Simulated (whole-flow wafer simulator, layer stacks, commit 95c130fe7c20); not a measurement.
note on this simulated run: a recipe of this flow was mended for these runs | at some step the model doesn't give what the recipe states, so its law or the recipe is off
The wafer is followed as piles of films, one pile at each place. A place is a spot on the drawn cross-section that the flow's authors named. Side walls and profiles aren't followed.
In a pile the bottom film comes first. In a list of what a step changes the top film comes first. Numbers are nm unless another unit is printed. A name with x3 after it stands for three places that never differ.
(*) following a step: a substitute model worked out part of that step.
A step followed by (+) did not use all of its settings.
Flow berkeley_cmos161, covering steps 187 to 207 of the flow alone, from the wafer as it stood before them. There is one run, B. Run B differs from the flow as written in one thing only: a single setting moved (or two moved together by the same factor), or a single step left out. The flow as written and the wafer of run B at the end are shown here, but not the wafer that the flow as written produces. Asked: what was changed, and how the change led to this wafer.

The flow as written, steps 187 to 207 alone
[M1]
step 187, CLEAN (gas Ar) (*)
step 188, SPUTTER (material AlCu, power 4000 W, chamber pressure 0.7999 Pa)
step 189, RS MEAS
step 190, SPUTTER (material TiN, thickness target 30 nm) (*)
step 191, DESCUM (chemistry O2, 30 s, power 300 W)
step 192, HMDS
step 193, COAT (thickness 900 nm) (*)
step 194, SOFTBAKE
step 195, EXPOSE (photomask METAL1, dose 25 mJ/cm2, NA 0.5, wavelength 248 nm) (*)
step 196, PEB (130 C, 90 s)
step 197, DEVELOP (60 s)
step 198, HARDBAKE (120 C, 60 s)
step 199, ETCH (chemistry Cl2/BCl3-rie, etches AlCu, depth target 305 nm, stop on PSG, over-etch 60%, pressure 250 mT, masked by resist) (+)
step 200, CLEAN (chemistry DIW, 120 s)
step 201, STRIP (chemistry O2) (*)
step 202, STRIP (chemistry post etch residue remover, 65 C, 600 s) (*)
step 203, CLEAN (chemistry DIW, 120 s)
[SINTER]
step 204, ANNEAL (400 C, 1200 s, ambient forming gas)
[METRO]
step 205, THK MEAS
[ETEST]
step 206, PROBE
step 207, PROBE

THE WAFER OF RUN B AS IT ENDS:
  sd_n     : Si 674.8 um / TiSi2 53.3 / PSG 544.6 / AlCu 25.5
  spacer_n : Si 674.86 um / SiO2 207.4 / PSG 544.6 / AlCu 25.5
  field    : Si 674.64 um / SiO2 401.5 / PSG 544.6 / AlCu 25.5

What caused this: step 199, ETCH: depth target 174 nm was run, though the flow has depth target 305 nm.

The path from the change to this, step by step:
  step 199, ETCH (chemistry Cl2/BCl3-rie, etches AlCu, depth target 305 nm, stop on PSG, over-etch 60%, pressure 250 mT, masked by resist) (+)
      field, sd_n, spacer_n, gate_n, spacer_p, gate_p: TiN loses 30 (all of it), AlCu loses 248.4 (it would be, as written: TiN loses 30 (all of it), AlCu loses 275.8 (all of it), PSG loses 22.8)
      contact, m1: KrF-resist loses 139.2 (it would be, as written: KrF-resist loses 244)
      (also at 1 further place)
  step 201, STRIP (chemistry O2) (*)
      contact: KrF-resist loses 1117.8 (all of it) (it would be, as written: KrF-resist loses 1013 (all of it))
      m1: KrF-resist loses 642.3 (all of it) (it would be, as written: KrF-resist loses 537.5 (all of it))
  step 202, STRIP (chemistry post etch residue remover, 65 C, 600 s) (*)
      field, sd_n, spacer_n, gate_n, spacer_p, gate_p: AlCu loses 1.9 (it would be, as written: nothing)
Taking metal films that touch as one body, sd_n has 1 body; the flow as written gives 0 bodies.
Taking metal films that touch as one body, spacer_n has 1 body; the flow as written gives 0 bodies.
Taking metal films that touch as one body, field has 1 body; the flow as written gives 0 bodies.
